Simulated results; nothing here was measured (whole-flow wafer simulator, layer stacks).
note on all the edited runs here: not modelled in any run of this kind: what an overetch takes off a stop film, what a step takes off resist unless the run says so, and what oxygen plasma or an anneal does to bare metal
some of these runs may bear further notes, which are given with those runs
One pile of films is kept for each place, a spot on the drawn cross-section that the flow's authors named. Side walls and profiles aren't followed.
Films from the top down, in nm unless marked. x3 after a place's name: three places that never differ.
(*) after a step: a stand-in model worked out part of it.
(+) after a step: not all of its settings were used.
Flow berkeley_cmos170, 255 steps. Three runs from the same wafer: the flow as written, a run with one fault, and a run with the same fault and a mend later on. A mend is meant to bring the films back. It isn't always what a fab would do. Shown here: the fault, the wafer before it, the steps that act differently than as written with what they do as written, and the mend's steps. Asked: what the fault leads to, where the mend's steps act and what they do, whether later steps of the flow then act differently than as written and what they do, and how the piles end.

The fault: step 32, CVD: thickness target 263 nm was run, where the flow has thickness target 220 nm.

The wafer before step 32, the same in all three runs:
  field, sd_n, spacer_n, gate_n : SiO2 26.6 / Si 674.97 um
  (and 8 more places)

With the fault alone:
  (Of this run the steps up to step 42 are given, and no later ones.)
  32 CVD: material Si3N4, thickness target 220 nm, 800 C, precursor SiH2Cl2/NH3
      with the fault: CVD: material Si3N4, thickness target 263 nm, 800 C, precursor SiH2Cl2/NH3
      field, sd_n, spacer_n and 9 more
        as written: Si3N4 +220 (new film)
        with the fault: Si3N4 +263 (new film)
  Later steps of the flow that act differently than as written:
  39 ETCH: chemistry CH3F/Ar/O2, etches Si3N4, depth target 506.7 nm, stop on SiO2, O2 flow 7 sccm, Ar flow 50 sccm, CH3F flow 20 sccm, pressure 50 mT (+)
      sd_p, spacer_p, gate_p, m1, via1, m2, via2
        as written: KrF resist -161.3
        with the fault: KrF resist -190
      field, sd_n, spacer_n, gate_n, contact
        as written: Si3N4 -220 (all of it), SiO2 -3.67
        with the fault: Si3N4 -263 (all of it), SiO2 -3.67
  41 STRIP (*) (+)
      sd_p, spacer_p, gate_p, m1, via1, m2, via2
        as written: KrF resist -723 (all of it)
        with the fault: KrF resist -694.4 (all of it)
  After step 42 the piles differ from the flow's by more than 2% or 0.5 nm, whichever is larger, at sd_p, spacer_p, gate_p, m1, via1, m2, via2.
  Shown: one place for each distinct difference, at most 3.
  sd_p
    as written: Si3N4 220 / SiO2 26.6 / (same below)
    with the fault: Si3N4 263 / SiO2 26.6 / (same below)

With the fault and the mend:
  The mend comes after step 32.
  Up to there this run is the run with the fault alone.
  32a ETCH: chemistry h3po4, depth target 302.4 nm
      field, sd_n, spacer_n and 9 more
        Si3N4 -263 (all of it)
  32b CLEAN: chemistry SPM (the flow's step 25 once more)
      changes no film at any place that is followed
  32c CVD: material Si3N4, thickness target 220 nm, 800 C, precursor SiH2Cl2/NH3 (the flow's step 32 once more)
      field, sd_n, spacer_n and 9 more
        Si3N4 +220 (new film)
  No later step of the flow acts differently than as written at any place that is followed.
  At the end the piles are the same as the flow's at every place that both follow.
